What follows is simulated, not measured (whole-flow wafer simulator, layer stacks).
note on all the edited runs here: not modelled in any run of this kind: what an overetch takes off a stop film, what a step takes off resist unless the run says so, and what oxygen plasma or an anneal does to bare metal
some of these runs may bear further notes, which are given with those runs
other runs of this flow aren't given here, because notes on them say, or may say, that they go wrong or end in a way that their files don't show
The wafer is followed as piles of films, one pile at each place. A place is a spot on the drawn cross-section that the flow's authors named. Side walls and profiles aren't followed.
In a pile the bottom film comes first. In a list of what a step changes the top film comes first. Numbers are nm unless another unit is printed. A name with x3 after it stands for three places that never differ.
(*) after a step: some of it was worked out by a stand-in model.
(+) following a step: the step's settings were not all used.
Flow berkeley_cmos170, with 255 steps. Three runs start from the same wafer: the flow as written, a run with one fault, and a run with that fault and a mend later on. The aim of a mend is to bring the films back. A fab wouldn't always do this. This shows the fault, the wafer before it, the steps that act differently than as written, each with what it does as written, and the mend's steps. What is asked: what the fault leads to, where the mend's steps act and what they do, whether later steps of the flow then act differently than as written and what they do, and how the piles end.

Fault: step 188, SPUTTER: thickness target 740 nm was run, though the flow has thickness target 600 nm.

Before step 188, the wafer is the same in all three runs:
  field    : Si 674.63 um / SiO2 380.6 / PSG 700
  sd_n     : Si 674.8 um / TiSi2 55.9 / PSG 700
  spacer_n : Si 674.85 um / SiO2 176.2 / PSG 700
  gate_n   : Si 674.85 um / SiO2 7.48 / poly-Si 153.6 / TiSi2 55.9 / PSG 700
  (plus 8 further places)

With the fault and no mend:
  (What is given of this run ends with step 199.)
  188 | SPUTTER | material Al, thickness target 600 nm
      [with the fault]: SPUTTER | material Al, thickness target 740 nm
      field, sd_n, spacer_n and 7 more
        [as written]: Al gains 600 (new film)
        [with the fault]: Al gains 740 (new film)
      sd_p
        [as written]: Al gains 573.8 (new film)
        [with the fault]: Al gains 712.3 (new film)
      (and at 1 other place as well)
  Later steps of the flow acting differently than as written (1 more step, not shown, differs only slightly: by at most 2% or 0.5 nm, whichever is larger):
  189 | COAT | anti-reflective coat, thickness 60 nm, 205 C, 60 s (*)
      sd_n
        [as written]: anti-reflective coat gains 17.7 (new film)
        [with the fault]: anti-reflective coat gains 21.9 (new film)
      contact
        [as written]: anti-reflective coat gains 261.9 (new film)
        [with the fault]: anti-reflective coat gains 280.3 (new film)
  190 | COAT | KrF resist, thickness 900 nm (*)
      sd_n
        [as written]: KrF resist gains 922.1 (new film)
        [with the fault]: KrF resist gains 901.2 (new film)
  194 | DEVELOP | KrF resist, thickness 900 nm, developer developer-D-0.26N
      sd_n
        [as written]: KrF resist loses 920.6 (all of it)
        [with the fault]: KrF resist loses 899.8 (all of it)
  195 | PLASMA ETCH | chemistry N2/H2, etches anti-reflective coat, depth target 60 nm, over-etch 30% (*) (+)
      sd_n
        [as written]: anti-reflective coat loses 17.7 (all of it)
        [with the fault]: anti-reflective coat loses 21.9 (all of it)
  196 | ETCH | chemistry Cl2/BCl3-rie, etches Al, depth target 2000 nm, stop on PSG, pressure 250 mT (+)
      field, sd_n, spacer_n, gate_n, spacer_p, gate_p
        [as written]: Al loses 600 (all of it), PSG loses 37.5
        [with the fault]: Al loses 740 (all of it), PSG loses 37.5
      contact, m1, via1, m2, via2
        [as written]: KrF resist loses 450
        [with the fault]: KrF resist loses 520
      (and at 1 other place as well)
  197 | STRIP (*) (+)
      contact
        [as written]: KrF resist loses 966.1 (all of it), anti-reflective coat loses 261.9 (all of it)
        [with the fault]: KrF resist loses 896.9 (all of it), anti-reflective coat loses 280.3 (all of it)
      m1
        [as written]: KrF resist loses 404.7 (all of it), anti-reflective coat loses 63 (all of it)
        [with the fault]: KrF resist loses 330.9 (all of it), anti-reflective coat loses 63.1 (all of it)
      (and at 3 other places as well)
  The piles after step 199 differ from the flow's at contact, m1, via1, m2, via2 by more than 2% or 0.5 nm, whichever is larger.
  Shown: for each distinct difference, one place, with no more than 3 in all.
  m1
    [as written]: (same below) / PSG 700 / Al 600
    [with the fault]: (same below) / PSG 700 / Al 740
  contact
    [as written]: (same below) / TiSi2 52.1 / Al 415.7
    [with the fault]: (same below) / TiSi2 52.1 / Al 507.1

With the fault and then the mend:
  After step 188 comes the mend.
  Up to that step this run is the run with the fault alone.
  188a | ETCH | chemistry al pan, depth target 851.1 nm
      field, sd_n, spacer_n and 7 more
        Al loses 740 (all of it)
      sd_p
        Al loses 712.3 (all of it)
      contact
        Al loses 507.1 (all of it)
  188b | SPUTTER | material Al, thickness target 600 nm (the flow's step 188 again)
      field, sd_n, spacer_n and 7 more
        Al gains 600 (new film)
      sd_p
        Al gains 573.8 (new film)
      contact
        Al gains 415.7 (new film)
  None of the later steps of the flow acts differently than as written at any place that is followed.
  By the end, the piles equal the flow's at every place that both follow.
